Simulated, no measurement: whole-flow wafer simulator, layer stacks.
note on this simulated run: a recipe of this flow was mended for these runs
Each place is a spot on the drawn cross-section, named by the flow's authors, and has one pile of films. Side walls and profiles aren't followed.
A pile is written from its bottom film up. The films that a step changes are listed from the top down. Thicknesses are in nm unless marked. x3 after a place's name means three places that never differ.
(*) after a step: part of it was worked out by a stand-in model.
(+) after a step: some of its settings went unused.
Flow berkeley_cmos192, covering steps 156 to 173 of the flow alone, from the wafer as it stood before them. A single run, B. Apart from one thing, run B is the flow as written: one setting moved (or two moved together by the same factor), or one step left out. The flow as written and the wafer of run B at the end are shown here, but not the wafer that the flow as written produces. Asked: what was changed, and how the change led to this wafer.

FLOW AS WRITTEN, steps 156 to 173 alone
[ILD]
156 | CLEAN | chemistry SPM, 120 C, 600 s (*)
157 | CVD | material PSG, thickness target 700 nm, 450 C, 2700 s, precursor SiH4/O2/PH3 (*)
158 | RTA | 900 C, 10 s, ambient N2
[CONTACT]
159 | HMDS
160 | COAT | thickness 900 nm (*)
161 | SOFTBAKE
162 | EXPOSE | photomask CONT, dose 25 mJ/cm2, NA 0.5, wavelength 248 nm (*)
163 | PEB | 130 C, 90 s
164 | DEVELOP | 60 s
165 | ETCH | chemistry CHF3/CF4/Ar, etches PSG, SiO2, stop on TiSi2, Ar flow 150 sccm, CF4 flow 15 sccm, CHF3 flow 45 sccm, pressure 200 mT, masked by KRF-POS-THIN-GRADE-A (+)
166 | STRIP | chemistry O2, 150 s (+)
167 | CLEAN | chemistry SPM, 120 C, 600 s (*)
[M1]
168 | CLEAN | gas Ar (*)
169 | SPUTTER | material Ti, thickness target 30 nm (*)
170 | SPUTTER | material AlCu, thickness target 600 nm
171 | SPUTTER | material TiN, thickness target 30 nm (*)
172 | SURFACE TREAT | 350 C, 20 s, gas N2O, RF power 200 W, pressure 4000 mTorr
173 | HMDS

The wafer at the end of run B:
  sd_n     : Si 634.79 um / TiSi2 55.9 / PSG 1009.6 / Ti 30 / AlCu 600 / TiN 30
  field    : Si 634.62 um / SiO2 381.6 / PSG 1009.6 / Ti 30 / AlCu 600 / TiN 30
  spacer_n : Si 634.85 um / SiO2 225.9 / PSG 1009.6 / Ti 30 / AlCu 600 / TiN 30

The reason: step 157, CVD: thickness target 1015 nm was run, whereas the flow has thickness target 700 nm; step 157, CVD: 3915 s was run, where the flow has 2700 s.

Step by step, how the change led to this:
  157 | CVD | material PSG, thickness target 700 nm, 450 C, 2700 s, precursor SiH4/O2/PH3 (*)
      field, sd_n, spacer_n, gate, spacer_p, gate_p, contact, m1: PSG gains 1015 (new film) (as written it would have been: PSG gains 700 (new film))
      sd_p: PSG gains 1015 (new film) (as written it would have been: PSG gains 668 (new film))
  160 | COAT | thickness 900 nm (*)
      sd_p: KrF-resist gains 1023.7 (new film) (as written it would have been: KrF-resist gains 1044.9 (new film))
  165 | ETCH | chemistry CHF3/CF4/Ar, etches PSG, SiO2, stop on TiSi2, Ar flow 150 sccm, CF4 flow 15 sccm, CHF3 flow 45 sccm, pressure 200 mT, masked by KRF-POS-THIN-GRADE-A (+)
      field, sd_n, spacer_n, gate, sd_p, spacer_p, gate_p, m1: KrF-resist loses 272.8 (as written it would have been: KrF-resist loses 194.1)
      contact: PSG loses 1015 (all of it), TiSi2 loses 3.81 (as written it would have been: PSG loses 700 (all of it), TiSi2 loses 3.81)
  166 | STRIP | chemistry O2, 150 s (+)
      field: KrF-resist loses 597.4 (all of it) (as written it would have been: KrF-resist loses 672.6 (all of it))
      sd_n: KrF-resist loses 708.5 (all of it) (as written it would have been: KrF-resist loses 784.4 (all of it))
      (as well as at 6 more places)
  169 | SPUTTER | material Ti, thickness target 30 nm (*)
      sd_p: Ti gains 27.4 (new film) (as written it would have been: Ti gains 26.8 (new film))
      contact: Ti gains 17.8 (new film) (as written it would have been: Ti gains 21.1 (new film))
  170 | SPUTTER | material AlCu, thickness target 600 nm
      sd_p: AlCu gains 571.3 (new film) (as written it would have been: AlCu gains 557.4 (new film))
      contact: AlCu gains 341.3 (new film) (as written it would have been: AlCu gains 411.7 (new film))
  171 | SPUTTER | material TiN, thickness target 30 nm (*)
      sd_p: TiN gains 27 (new film) (as written it would have been: TiN gains 26.2 (new film))
      contact: TiN gains 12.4 (new film) (as written it would have been: TiN gains 16 (new film))
